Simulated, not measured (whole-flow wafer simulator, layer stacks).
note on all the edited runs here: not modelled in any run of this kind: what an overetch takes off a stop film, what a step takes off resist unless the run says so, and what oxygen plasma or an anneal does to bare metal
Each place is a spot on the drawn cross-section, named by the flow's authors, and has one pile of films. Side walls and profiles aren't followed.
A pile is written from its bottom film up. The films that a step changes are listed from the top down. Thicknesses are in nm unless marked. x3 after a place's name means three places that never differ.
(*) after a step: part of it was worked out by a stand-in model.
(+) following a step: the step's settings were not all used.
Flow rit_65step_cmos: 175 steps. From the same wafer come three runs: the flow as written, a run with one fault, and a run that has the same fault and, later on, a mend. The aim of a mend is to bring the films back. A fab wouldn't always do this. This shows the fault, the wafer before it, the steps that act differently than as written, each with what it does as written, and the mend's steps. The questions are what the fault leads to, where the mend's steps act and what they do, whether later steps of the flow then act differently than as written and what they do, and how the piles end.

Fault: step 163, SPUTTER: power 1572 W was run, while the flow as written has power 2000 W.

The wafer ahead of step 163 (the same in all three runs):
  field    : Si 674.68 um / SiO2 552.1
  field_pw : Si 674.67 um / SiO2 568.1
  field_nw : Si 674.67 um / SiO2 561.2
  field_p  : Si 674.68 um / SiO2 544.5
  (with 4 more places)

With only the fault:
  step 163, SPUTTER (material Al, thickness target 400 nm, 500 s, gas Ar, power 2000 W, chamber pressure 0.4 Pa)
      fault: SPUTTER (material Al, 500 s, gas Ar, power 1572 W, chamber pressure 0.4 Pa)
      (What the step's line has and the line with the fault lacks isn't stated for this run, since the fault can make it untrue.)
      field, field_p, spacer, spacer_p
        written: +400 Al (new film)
        fault: +314.4 Al (new film)
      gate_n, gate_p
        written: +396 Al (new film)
        fault: +314.4 Al (new film)
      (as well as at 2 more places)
  Steps further on in the flow that do not act as written (3 other steps are not shown; they differ only slightly, by no more than 2% or 0.5 nm, whichever is larger):
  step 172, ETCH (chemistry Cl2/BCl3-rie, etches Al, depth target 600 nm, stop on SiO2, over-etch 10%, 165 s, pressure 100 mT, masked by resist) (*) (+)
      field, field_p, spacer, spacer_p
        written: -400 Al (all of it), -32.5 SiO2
        fault: -314.4 Al (all of it), -43.2 SiO2
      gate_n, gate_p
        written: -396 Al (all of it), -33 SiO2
        fault: -314.4 Al (all of it), -43.2 SiO2
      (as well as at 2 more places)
  By the end, the piles at field, field_pw, field_p, gate_n, gate_p, spacer, spacer_p depart from the flow's by more than 2% or 0.5 nm, whichever is larger.
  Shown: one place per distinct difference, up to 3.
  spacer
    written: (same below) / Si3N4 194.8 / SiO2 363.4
    fault: (same below) / Si3N4 194.8 / SiO2 352.7
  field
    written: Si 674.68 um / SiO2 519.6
    fault: Si 674.68 um / SiO2 508.9
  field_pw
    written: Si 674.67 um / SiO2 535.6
    fault: Si 674.67 um / SiO2 524.9

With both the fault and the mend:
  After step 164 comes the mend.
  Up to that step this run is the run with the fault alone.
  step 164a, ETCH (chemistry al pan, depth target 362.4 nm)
      field, field_p, gate_n, gate_p, spacer, spacer_p
        -314.4 Al (all of it)
      field_pw
        -314 Al (all of it)
      field_nw
        -314.1 Al (all of it)
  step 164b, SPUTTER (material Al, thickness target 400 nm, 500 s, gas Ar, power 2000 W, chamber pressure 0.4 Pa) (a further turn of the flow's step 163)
      field, field_pw, field_p, spacer, spacer_p
        +400 Al (new film)
      gate_n, gate_p
        +396 Al (new film)
      field_nw
        +397.2 Al (new film)
  Later steps of the flow that are run all act as written at every place that is followed.
  By the end, the piles equal the flow's at every place that both follow.
